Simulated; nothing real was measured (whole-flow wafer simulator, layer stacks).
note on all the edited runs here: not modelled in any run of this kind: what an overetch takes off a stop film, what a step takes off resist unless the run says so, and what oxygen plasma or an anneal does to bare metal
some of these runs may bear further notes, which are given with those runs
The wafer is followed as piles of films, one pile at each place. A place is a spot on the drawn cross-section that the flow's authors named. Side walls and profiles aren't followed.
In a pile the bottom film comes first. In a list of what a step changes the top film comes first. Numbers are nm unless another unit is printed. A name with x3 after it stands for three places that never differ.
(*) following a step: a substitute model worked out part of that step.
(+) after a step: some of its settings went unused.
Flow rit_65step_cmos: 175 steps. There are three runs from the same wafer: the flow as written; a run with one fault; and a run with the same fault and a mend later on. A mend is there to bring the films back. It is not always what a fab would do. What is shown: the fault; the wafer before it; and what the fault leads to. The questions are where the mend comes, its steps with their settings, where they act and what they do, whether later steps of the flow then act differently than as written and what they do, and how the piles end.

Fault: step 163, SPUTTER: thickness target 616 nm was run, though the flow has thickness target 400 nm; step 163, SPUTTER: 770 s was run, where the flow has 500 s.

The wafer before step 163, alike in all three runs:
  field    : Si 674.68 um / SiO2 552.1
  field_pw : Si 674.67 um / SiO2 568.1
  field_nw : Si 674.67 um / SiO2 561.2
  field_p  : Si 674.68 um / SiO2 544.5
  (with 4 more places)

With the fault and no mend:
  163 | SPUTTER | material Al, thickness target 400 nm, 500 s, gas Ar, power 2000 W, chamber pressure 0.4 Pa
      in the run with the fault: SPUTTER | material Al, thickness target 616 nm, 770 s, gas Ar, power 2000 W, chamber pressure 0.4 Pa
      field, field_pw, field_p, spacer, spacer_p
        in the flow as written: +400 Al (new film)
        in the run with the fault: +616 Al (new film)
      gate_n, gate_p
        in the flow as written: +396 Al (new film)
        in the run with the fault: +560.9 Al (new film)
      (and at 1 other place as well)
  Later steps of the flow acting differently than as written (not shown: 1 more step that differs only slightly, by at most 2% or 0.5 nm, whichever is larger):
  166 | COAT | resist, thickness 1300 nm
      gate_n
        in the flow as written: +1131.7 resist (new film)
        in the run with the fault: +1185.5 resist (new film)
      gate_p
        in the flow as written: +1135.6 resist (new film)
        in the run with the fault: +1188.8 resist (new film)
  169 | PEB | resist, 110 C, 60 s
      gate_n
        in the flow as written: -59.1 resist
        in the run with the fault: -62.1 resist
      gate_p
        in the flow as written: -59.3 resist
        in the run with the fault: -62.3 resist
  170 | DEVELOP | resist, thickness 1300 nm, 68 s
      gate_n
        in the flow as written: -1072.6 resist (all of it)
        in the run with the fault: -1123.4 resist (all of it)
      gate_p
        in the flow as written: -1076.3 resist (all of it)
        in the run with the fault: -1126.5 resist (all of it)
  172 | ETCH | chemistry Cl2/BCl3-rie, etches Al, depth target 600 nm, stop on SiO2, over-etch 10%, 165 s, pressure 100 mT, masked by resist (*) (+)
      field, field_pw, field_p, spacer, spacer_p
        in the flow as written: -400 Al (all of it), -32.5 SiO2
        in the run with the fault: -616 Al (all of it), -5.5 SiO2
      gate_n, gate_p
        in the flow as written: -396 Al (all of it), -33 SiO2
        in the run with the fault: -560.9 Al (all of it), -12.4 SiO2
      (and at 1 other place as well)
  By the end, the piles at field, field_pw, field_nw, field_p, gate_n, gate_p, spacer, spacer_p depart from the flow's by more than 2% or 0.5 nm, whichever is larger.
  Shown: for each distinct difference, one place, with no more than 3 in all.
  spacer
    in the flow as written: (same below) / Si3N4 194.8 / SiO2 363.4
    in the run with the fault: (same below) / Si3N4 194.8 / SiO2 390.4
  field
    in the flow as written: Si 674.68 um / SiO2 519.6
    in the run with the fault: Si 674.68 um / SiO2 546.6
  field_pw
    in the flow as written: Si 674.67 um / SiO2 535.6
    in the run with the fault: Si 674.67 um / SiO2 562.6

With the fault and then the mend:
  After step 164 comes the mend.
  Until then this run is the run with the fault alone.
  164a | ETCH | chemistry al pan, depth target 699.3 nm
      field, field_pw, field_nw, field_p, spacer, spacer_p
        -616 Al (all of it)
      gate_n, gate_p
        -560.9 Al (all of it)
  164b | SPUTTER | material Al, thickness target 400 nm, 500 s, gas Ar, power 2000 W, chamber pressure 0.4 Pa (a further turn of the flow's step 163)
      field, field_pw, field_p, spacer, spacer_p
        +400 Al (new film)
      gate_n, gate_p
        +396 Al (new film)
      field_nw
        +397.2 Al (new film)
  Every later step of the flow that is run acts as written at every place that is followed.
  By the end, the piles equal the flow's at every place that both follow.
